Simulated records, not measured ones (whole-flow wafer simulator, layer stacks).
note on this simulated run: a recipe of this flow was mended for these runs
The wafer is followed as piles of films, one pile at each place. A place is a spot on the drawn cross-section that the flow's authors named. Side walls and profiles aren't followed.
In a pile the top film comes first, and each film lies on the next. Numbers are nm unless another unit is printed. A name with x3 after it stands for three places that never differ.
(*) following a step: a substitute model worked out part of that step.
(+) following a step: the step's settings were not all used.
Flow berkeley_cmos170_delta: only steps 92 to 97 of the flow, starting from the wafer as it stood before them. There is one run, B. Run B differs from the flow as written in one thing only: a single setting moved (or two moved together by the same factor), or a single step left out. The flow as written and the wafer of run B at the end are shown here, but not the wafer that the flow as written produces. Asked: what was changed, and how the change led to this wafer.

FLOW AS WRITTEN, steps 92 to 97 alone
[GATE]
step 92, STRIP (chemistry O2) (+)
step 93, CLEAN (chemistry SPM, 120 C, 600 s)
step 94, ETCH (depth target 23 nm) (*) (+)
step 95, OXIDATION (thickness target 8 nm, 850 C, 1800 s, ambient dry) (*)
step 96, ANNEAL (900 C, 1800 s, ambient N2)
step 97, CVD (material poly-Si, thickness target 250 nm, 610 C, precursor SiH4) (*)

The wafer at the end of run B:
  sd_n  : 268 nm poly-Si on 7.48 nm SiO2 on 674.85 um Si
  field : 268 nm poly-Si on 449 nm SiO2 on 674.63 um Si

What caused this: step 97, CVD: thickness target 268 nm was run, while the flow as written has thickness target 250 nm.
The wafer itself shows it: sd_n has poly-Si 268, and step 97 as written asks for 250 nm.

The path from the change to this, step by step:
  step 97, CVD (material poly-Si, thickness target 250 nm, 610 C, precursor SiH4) (*)
      field, sd_n, spacer_n, gate, sd_p, spacer_p x2, contact, m1: poly-Si gains 268 (new film) (as written it would have been: poly-Si gains 250 (new film))
